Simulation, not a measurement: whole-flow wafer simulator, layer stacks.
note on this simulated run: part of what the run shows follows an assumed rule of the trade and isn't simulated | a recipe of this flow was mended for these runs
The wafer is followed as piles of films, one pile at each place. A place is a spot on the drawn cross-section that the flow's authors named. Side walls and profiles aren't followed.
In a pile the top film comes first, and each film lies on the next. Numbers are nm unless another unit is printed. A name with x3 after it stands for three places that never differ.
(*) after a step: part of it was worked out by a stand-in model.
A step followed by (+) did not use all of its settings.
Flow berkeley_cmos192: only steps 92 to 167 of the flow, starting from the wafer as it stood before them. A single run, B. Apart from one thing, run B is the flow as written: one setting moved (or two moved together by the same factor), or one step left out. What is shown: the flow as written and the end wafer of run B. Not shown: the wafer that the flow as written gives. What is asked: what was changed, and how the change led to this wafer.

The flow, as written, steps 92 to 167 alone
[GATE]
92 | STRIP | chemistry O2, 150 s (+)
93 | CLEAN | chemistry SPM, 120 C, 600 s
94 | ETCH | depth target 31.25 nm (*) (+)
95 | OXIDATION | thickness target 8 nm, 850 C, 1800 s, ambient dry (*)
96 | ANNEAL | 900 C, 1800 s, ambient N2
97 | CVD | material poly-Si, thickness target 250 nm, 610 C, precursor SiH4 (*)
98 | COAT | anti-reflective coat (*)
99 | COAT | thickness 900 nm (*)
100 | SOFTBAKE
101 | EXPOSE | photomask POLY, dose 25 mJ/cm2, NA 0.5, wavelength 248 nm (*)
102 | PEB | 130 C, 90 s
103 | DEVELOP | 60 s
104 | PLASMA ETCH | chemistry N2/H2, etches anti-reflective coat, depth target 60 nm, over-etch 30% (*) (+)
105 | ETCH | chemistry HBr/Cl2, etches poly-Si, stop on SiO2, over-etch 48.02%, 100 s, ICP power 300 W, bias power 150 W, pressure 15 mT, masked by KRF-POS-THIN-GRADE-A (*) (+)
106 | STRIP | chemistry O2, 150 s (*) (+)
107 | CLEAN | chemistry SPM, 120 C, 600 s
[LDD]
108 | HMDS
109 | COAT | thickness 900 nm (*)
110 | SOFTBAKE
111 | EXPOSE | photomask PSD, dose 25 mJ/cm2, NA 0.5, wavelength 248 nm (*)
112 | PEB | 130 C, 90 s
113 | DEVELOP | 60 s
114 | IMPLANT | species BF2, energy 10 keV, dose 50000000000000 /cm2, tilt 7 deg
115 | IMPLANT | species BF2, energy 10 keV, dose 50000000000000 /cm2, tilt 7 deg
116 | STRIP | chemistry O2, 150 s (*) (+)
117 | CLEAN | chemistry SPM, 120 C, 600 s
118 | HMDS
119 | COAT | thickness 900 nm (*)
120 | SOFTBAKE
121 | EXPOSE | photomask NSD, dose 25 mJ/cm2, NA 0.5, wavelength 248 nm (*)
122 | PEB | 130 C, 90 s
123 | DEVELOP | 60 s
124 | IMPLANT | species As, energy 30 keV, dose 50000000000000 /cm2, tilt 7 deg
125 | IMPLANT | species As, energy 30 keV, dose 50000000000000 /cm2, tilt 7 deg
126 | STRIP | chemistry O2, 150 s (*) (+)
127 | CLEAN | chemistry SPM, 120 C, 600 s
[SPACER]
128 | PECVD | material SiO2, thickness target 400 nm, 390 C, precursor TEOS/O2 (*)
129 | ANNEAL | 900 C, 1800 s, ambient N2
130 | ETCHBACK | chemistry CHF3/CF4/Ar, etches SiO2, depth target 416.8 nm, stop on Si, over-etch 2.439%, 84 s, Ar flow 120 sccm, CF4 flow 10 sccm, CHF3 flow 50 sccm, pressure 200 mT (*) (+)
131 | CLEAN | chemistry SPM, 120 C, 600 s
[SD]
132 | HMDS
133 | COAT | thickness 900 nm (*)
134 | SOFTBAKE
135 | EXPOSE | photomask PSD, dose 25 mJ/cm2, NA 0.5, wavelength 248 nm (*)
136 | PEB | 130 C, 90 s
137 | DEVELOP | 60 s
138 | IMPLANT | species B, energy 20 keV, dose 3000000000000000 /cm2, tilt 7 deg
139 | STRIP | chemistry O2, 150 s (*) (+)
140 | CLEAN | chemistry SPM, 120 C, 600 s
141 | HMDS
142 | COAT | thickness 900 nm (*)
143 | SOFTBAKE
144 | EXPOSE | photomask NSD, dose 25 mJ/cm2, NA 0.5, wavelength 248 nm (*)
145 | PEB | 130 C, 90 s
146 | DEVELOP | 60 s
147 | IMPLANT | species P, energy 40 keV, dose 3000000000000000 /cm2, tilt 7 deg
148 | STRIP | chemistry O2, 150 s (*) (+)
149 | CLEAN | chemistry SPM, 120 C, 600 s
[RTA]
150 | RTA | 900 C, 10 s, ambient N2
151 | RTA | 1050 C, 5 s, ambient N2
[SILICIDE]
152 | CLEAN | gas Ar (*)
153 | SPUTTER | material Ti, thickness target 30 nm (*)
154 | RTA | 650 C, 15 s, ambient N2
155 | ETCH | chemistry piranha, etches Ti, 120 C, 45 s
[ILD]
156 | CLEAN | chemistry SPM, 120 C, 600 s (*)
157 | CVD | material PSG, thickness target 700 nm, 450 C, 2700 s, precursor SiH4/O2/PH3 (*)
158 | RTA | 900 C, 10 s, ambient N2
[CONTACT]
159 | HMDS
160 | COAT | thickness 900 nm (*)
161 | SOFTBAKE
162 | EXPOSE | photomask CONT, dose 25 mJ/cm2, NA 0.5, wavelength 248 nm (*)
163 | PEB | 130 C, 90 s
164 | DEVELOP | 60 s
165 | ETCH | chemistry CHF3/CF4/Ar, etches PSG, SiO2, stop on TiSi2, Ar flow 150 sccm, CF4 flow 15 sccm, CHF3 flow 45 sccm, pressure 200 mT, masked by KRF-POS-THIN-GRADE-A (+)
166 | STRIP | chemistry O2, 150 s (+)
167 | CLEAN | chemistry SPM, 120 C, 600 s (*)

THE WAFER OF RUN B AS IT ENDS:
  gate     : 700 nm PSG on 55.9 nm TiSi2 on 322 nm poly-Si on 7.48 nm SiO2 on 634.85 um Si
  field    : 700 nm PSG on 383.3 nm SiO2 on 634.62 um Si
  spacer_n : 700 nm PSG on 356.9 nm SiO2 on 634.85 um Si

What caused this: step 97, CVD: thickness target 381 nm was run, whereas the flow has thickness target 250 nm.

The path from the change to this, step by step:
  97 | CVD | material poly-Si, thickness target 250 nm, 610 C, precursor SiH4 (*)
      field, sd_n, spacer_n and 6 more: poly-Si gains 381 (new film) (as written it would have been: poly-Si gains 250 (new film))
  98 | COAT | anti-reflective coat (*)
      field: anti-reflective coat gains 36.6 (new film) (as written it would have been: anti-reflective coat gains 35.6 (new film))
      sd_n: anti-reflective coat gains 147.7 (new film) (as written it would have been: anti-reflective coat gains 143.3 (new film))
      (as well as at 1 more place)
  104 | PLASMA ETCH | chemistry N2/H2, etches anti-reflective coat, depth target 60 nm, over-etch 30% (*) (+)
      field: anti-reflective coat loses 36.6 (all of it), poly-Si loses 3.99 (as written it would have been: anti-reflective coat loses 35.6 (all of it), poly-Si loses 3.86)
      sd_n: anti-reflective coat loses 147.7 (all of it), poly-Si loses 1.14 (as written it would have been: anti-reflective coat loses 143.3 (all of it), poly-Si loses 1.1)
      (as well as at 1 more place)
  105 | ETCH | chemistry HBr/Cl2, etches poly-Si, stop on SiO2, over-etch 48.02%, 100 s, ICP power 300 W, bias power 150 W, pressure 15 mT, masked by KRF-POS-THIN-GRADE-A (*) (+)
      spacer_n, spacer_p: poly-Si loses 377 (all of it), SiO2 loses 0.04 (as written it would have been: poly-Si loses 246.2 (all of it), SiO2 loses 1.71)
      field: poly-Si loses 377 (all of it), SiO2 loses 0.04 (as written it would have been: poly-Si loses 246.1 (all of it), SiO2 loses 1.71)
      (as well as at 4 more places)
  109 | COAT | thickness 900 nm (*)
      gate: KrF-resist gains 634 (new film) (as written it would have been: KrF-resist gains 743.5 (new film))
      gate_p: KrF-resist gains 630.4 (new film) (as written it would have been: KrF-resist gains 739.8 (new film))
  113 | DEVELOP | 60 s
      gate_p: KrF-resist loses 629.1 (all of it) (as written it would have been: KrF-resist loses 738.2 (all of it))
  116 | STRIP | chemistry O2, 150 s (*) (+)
      gate: KrF-resist loses 617.8 (all of it), chemical SiO2 gains 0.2, poly-Si loses 0.09 (as written it would have been: KrF-resist loses 727 (all of it), chemical SiO2 gains 0.2, poly-Si loses 0.09)
  119 | COAT | thickness 900 nm (*)
      gate: KrF-resist gains 634 (new film) (as written it would have been: KrF-resist gains 743.4 (new film))
      gate_p: KrF-resist gains 630.3 (new film) (as written it would have been: KrF-resist gains 739.7 (new film))
  123 | DEVELOP | 60 s
      gate: KrF-resist loses 632.6 (all of it) (as written it would have been: KrF-resist loses 741.9 (all of it))
  126 | STRIP | chemistry O2, 150 s (*) (+)
      gate_p: KrF-resist loses 614 (all of it), chemical SiO2 gains 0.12, poly-Si loses 0.05 (as written it would have been: KrF-resist loses 723.2 (all of it), chemical SiO2 gains 0.12, poly-Si loses 0.05)
  130 | ETCHBACK | chemistry CHF3/CF4/Ar, etches SiO2, depth target 416.8 nm, stop on Si, over-etch 2.439%, 84 s, Ar flow 120 sccm, CF4 flow 10 sccm, CHF3 flow 50 sccm, pressure 200 mT (*) (+)
      spacer_n, spacer_p: SiO2 loses 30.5 (as written it would have been: SiO2 loses 161)
  133 | COAT | thickness 900 nm (*)
      spacer_n: KrF-resist gains 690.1 (new film) (as written it would have been: KrF-resist gains 785.3 (new film))
      gate: KrF-resist gains 671.8 (new film) (as written it would have been: KrF-resist gains 764.7 (new film))
      (as well as at 2 more places)
  137 | DEVELOP | 60 s
      spacer_p: KrF-resist loses 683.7 (all of it) (as written it would have been: KrF-resist loses 778.4 (all of it))
      gate_p: KrF-resist loses 665.2 (all of it) (as written it would have been: KrF-resist loses 757.7 (all of it))
  139 | STRIP | chemistry O2, 150 s (*) (+)
      spacer_n: KrF-resist loses 673.7 (all of it) (as written it would have been: KrF-resist loses 768.7 (all of it))
      gate: KrF-resist loses 655.4 (all of it), chemical SiO2 gains 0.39, poly-Si loses 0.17 (as written it would have been: KrF-resist loses 748.1 (all of it), chemical SiO2 gains 0.39, poly-Si loses 0.17)
  142 | COAT | thickness 900 nm (*)
      spacer_n: KrF-resist gains 690.1 (new film) (as written it would have been: KrF-resist gains 785.4 (new film))
      gate: KrF-resist gains 671.6 (new film) (as written it would have been: KrF-resist gains 764.6 (new film))
      (as well as at 2 more places)
  146 | DEVELOP | 60 s
      spacer_n: KrF-resist loses 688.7 (all of it) (as written it would have been: KrF-resist loses 783.7 (all of it))
      gate: KrF-resist loses 670.2 (all of it) (as written it would have been: KrF-resist loses 762.9 (all of it))
  ... another 2 steps ...
  166 | STRIP | chemistry O2, 150 s (+)
      field: KrF-resist loses 688.6 (all of it) (as written it would have been: KrF-resist loses 672.6 (all of it))
      spacer_n: KrF-resist loses 543.7 (all of it) (as written it would have been: KrF-resist loses 612.8 (all of it))
      (as well as at 4 more places)
